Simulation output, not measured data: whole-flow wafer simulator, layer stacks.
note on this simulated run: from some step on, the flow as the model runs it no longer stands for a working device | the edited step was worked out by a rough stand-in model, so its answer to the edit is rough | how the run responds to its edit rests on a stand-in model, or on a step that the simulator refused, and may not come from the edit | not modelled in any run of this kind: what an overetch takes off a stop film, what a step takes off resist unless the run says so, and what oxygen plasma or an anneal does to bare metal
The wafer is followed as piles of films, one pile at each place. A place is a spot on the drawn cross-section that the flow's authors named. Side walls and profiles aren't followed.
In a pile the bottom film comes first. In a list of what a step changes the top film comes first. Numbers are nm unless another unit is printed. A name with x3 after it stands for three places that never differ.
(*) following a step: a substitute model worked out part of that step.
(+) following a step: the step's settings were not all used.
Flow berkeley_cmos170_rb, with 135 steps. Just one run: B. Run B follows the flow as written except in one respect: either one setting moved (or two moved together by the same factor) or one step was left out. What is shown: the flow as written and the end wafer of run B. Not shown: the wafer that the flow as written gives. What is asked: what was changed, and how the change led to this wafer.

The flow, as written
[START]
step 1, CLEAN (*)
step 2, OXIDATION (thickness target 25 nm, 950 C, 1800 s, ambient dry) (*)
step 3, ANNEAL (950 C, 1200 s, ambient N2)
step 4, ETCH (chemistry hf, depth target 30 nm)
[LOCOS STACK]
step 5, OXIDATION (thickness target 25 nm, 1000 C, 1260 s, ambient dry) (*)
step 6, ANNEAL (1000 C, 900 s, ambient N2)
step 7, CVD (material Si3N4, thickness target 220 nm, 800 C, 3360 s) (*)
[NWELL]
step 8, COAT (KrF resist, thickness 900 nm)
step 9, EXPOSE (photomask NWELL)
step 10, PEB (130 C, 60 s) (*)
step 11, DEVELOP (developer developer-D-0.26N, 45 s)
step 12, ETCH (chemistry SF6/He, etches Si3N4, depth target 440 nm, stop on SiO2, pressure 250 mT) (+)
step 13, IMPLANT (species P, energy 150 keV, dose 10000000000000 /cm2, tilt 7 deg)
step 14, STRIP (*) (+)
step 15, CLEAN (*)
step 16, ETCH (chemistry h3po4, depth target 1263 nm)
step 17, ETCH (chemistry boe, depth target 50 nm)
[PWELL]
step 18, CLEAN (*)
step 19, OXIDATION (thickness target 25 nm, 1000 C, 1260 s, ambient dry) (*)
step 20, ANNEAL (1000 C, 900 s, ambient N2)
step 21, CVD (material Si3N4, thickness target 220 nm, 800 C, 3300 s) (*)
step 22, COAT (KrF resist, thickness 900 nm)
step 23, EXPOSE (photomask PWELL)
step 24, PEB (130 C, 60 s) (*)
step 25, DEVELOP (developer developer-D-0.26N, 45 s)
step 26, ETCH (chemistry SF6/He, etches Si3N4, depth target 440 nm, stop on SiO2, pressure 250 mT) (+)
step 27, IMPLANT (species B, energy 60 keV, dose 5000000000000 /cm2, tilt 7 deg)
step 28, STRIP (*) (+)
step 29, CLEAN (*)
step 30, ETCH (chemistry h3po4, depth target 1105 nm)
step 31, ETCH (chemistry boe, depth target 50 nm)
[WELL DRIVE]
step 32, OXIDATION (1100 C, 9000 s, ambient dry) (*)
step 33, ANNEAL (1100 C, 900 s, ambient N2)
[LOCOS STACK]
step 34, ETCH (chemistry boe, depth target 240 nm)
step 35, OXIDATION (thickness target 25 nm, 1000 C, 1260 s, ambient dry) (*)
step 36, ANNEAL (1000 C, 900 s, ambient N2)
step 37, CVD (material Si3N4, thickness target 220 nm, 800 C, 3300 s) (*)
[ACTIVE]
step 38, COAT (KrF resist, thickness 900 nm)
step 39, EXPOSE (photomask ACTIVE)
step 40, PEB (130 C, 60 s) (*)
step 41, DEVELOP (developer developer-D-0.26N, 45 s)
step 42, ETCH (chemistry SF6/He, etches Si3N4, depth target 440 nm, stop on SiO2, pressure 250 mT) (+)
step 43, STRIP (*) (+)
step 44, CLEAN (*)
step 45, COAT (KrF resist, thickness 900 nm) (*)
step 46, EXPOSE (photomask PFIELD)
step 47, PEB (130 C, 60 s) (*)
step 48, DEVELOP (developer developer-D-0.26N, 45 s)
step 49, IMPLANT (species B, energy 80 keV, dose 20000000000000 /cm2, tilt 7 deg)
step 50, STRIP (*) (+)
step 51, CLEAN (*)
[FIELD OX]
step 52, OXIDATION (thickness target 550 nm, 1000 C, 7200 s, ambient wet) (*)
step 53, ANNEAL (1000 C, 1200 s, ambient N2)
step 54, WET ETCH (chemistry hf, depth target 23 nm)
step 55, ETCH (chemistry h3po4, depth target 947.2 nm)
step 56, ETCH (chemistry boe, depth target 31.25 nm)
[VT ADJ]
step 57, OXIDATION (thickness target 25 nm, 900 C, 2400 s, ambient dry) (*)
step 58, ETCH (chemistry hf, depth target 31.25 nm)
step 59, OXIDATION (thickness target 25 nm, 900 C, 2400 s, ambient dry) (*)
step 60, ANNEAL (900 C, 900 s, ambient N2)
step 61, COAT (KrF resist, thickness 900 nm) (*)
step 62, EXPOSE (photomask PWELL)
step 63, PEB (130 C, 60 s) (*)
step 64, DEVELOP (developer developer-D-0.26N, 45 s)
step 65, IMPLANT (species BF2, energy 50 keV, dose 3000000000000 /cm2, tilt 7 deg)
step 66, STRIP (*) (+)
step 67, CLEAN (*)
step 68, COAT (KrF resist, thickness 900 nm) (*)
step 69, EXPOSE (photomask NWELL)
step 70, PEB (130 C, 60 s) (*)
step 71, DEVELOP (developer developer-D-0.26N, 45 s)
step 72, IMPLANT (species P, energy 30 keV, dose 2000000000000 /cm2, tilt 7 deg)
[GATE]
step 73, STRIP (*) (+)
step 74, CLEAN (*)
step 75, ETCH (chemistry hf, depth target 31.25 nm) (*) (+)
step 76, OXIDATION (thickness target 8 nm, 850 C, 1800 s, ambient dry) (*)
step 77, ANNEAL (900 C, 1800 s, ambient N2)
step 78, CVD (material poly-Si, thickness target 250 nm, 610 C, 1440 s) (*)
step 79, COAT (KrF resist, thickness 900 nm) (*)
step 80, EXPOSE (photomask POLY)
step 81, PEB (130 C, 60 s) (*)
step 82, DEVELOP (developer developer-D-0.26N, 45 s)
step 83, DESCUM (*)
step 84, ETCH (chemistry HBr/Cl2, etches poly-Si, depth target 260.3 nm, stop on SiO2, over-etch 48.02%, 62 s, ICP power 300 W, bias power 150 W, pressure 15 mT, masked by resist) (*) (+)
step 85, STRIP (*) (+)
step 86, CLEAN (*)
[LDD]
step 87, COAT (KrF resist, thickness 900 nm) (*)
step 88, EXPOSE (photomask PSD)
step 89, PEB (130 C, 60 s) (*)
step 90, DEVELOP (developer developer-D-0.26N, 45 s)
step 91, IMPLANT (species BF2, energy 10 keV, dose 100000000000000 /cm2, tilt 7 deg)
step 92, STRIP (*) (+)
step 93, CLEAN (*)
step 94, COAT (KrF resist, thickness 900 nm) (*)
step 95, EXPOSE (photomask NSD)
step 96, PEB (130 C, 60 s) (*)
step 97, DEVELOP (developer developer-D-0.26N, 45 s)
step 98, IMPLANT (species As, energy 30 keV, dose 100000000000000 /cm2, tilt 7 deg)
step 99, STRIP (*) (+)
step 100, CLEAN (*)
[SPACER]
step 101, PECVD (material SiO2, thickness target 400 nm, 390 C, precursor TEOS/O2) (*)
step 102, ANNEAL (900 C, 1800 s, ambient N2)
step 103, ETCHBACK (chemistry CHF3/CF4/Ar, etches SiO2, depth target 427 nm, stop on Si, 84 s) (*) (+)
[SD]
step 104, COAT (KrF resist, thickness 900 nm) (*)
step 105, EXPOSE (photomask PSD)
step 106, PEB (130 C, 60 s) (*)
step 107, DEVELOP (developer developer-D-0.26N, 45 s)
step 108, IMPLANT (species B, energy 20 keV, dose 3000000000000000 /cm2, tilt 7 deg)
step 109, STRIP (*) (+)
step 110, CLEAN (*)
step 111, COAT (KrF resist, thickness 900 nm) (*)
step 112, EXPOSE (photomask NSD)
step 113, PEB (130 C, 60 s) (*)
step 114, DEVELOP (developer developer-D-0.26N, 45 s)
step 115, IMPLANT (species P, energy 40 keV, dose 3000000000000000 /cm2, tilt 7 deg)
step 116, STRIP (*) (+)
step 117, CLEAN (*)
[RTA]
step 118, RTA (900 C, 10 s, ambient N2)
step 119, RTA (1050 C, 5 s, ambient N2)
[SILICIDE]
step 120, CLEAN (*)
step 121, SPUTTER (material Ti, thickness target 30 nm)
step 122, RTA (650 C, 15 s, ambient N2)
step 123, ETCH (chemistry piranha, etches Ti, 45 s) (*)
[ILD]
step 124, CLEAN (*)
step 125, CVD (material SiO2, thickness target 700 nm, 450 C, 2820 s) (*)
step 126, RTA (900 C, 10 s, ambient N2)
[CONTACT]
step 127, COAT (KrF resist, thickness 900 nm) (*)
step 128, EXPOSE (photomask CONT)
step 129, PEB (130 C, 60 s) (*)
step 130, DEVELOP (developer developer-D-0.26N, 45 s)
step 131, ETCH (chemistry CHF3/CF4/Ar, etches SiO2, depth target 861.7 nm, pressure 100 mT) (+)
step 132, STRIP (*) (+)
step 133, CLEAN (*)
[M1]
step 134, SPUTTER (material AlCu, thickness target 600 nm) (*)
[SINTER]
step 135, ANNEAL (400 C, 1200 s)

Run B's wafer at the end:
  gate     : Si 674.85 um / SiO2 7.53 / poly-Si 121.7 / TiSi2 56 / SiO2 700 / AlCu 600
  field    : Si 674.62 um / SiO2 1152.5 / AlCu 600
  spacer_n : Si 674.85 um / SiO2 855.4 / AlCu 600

What caused this: step 78, CVD: thickness target 175 nm was run, while the flow as written has thickness target 250 nm.

The path from the change to this, step by step:
  step 78, CVD (material poly-Si, thickness target 250 nm, 610 C, 1440 s) (*)
      field, sd_n, spacer_n and 6 more: poly-Si gains 175 (new film) (as written it would have been: poly-Si gains 250 (new film))
  step 84, ETCH (chemistry HBr/Cl2, etches poly-Si, depth target 260.3 nm, stop on SiO2, over-etch 48.02%, 62 s, ICP power 300 W, bias power 150 W, pressure 15 mT, masked by resist) (*) (+)
      field, sd_n, spacer_n, sd_p, spacer_p, contact, m1: poly-Si loses 175 (all of it), SiO2 loses 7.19 (as written it would have been: poly-Si loses 250 (all of it), SiO2 loses 1.42)
  step 87, COAT (KrF resist, thickness 900 nm) (*)
      gate: KrF resist gains 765 (new film) (as written it would have been: KrF resist gains 706 (new film))
      gate_p: KrF resist gains 765.4 (new film) (as written it would have been: KrF resist gains 706.3 (new film))
  step 90, DEVELOP (developer developer-D-0.26N, 45 s)
      gate_p: KrF resist loses 765.4 (all of it) (as written it would have been: KrF resist loses 706.3 (all of it))
  step 92, STRIP (*) (+)
      gate: KrF resist loses 750.8 (all of it) (as written it would have been: KrF resist loses 691.8 (all of it))
  step 94, COAT (KrF resist, thickness 900 nm) (*)
      gate: KrF resist gains 765 (new film) (as written it would have been: KrF resist gains 706 (new film))
      gate_p: KrF resist gains 765.4 (new film) (as written it would have been: KrF resist gains 706.3 (new film))
  step 97, DEVELOP (developer developer-D-0.26N, 45 s)
      gate: KrF resist loses 765 (all of it) (as written it would have been: KrF resist loses 706 (all of it))
  step 99, STRIP (*) (+)
      gate_p: KrF resist loses 751.1 (all of it) (as written it would have been: KrF resist loses 692.1 (all of it))
  step 103, ETCHBACK (chemistry CHF3/CF4/Ar, etches SiO2, depth target 427 nm, stop on Si, 84 s) (*) (+)
      spacer_n: SiO2 loses 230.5 (as written it would have been: SiO2 loses 157.9)
      spacer_p: SiO2 loses 230.4 (as written it would have been: SiO2 loses 157.9)
  step 104, COAT (KrF resist, thickness 900 nm) (*)
      spacer_n: KrF resist gains 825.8 (new film) (as written it would have been: KrF resist gains 766.3 (new film))
      gate: KrF resist gains 800.3 (new film) (as written it would have been: KrF resist gains 742.1 (new film))
      (also at 2 further places)
  step 107, DEVELOP (developer developer-D-0.26N, 45 s)
      spacer_p: KrF resist loses 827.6 (all of it) (as written it would have been: KrF resist loses 767.7 (all of it))
      gate_p: KrF resist loses 801.7 (all of it) (as written it would have been: KrF resist loses 743.2 (all of it))
  step 109, STRIP (*) (+)
      spacer_n: KrF resist loses 811.6 (all of it) (as written it would have been: KrF resist loses 752.1 (all of it))
      gate: KrF resist loses 786.1 (all of it) (as written it would have been: KrF resist loses 727.9 (all of it))
  step 111, COAT (KrF resist, thickness 900 nm) (*)
      spacer_n: KrF resist gains 825.8 (new film) (as written it would have been: KrF resist gains 766.3 (new film))
      gate: KrF resist gains 800.3 (new film) (as written it would have been: KrF resist gains 742.1 (new film))
      (also at 2 further places)
  step 114, DEVELOP (developer developer-D-0.26N, 45 s)
      spacer_n: KrF resist loses 825.8 (all of it) (as written it would have been: KrF resist loses 766.3 (all of it))
      gate: KrF resist loses 800.3 (all of it) (as written it would have been: KrF resist loses 742.1 (all of it))
  step 116, STRIP (*) (+)
      spacer_p: KrF resist loses 813.4 (all of it) (as written it would have been: KrF resist loses 753.5 (all of it))
      gate_p: KrF resist loses 787.5 (all of it) (as written it would have been: KrF resist loses 729 (all of it))
  step 121, SPUTTER (material Ti, thickness target 30 nm)
      spacer_n, spacer_p: Ti gains 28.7 (new film) (as written it would have been: Ti gains 30 (new film))
  ... 5 further steps ...
  step 134, SPUTTER (material AlCu, thickness target 600 nm) (*)
      sd_p: AlCu gains 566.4 (new film) (as written it would have been: AlCu gains 545.9 (new film))
